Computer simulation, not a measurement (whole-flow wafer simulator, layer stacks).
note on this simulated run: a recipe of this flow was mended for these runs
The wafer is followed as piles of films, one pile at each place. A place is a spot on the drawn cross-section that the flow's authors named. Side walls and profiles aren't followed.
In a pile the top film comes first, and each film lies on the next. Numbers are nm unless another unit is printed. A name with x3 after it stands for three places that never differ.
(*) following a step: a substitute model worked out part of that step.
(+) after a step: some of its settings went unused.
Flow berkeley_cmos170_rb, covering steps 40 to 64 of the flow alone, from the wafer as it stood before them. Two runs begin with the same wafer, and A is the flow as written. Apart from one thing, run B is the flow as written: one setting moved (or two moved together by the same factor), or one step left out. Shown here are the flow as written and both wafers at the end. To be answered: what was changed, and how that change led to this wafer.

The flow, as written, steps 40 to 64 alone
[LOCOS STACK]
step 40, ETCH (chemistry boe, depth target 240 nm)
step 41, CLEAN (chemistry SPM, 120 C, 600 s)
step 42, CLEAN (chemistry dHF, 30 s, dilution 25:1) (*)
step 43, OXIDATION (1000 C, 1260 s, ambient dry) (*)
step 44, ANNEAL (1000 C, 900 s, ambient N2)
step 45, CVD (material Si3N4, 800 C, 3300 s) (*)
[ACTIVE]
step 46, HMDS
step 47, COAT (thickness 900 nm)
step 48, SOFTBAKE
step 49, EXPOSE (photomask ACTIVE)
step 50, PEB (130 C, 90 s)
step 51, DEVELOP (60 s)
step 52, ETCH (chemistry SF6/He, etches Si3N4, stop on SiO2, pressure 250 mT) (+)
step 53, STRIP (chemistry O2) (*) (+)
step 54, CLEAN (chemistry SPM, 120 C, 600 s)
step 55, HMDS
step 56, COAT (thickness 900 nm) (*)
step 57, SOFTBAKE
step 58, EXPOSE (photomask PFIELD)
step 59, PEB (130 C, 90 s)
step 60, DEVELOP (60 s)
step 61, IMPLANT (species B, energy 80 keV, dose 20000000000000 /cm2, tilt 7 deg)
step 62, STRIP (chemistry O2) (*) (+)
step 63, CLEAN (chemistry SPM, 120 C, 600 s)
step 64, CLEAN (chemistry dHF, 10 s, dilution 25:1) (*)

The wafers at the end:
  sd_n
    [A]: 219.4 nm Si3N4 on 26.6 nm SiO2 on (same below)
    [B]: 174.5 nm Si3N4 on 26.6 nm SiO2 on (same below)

The reason: step 45, CVD: 784 C was run, though the flow has 800 C.

How this came from the change, step by step:
  step 45, CVD (material Si3N4, 800 C, 3300 s) (*)
      field, sd_n, spacer_n and 6 more: A +220 Si3N4 (new film) | B +175.1 Si3N4 (new film)
  step 52, ETCH (chemistry SF6/He, etches Si3N4, stop on SiO2, pressure 250 mT) (+)
      sd_n, spacer_n, gate, sd_p, spacer_p, gate_p, contact, m1: A -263 KrF-resist | B -214.2 KrF-resist
      field: A -220 Si3N4 (all of it), -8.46 SiO2 | B -175.1 Si3N4 (all of it), -8.46 SiO2
  step 53, STRIP (chemistry O2) (*) (+)
      sd_n, spacer_n, gate, sd_p, spacer_p, gate_p, contact, m1: A -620 KrF-resist (all of it) | B -668.9 KrF-resist (all of it)
  step 56, COAT (thickness 900 nm) (*)
      sd_n: A +782.7 KrF-resist (new film) | B +805.6 KrF-resist (new film)
      sd_p: A +802.3 KrF-resist (new film) | B +821.3 KrF-resist (new film)
      (and at 2 other places as well)
  step 62, STRIP (chemistry O2) (*) (+)
      sd_n: A -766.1 KrF-resist (all of it) | B -788.9 KrF-resist (all of it)
      sd_p: A -785.6 KrF-resist (all of it) | B -804.5 KrF-resist (all of it)
      (and at 2 other places as well)
